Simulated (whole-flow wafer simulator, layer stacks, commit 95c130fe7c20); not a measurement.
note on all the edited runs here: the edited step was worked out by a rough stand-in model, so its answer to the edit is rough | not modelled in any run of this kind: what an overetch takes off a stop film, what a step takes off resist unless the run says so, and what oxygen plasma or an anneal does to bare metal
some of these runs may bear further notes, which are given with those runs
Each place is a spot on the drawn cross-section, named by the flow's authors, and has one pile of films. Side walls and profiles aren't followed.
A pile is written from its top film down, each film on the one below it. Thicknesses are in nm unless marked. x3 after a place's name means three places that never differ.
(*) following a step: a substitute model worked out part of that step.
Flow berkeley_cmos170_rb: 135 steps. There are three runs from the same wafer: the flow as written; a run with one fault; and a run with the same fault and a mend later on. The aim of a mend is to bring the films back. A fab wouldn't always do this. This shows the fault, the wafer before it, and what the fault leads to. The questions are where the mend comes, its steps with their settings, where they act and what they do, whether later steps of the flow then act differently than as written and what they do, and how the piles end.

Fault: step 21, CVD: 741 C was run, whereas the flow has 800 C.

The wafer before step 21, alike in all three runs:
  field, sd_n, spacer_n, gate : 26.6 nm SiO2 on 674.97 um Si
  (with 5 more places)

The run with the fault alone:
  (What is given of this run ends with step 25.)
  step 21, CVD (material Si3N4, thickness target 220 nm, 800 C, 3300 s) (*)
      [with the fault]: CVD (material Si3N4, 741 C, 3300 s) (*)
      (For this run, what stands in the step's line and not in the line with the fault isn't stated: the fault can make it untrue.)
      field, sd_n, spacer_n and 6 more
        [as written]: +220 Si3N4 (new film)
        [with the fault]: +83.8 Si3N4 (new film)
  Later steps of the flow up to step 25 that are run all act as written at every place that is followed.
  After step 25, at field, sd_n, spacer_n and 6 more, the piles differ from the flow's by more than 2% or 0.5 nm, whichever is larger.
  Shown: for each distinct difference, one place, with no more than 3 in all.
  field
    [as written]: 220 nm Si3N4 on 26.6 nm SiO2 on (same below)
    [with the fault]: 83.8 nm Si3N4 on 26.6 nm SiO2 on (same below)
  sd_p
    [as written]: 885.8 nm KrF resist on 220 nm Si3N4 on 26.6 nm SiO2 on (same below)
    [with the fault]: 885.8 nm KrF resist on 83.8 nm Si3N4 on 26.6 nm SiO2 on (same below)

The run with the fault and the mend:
  The mend stands after step 21.
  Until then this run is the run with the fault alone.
  step 21a, ETCH (chemistry h3po4, depth target 95.98 nm) (the flow's step 16, run once more with other settings)
      field, sd_n, spacer_n and 6 more
        -83.8 Si3N4 (all of it)
  step 21b, CLEAN (*) (the flow's step 18, run once more)
      alters no film at any place that is followed
  step 21c, CVD (material Si3N4, thickness target 220 nm, 800 C, 3300 s) (*) (the flow's step 21, run once more)
      field, sd_n, spacer_n and 6 more
        +220 Si3N4 (new film)
  Later steps of the flow that are run all act as written at every place that is followed.
  The piles end the same as the flow's at every place that both follow.
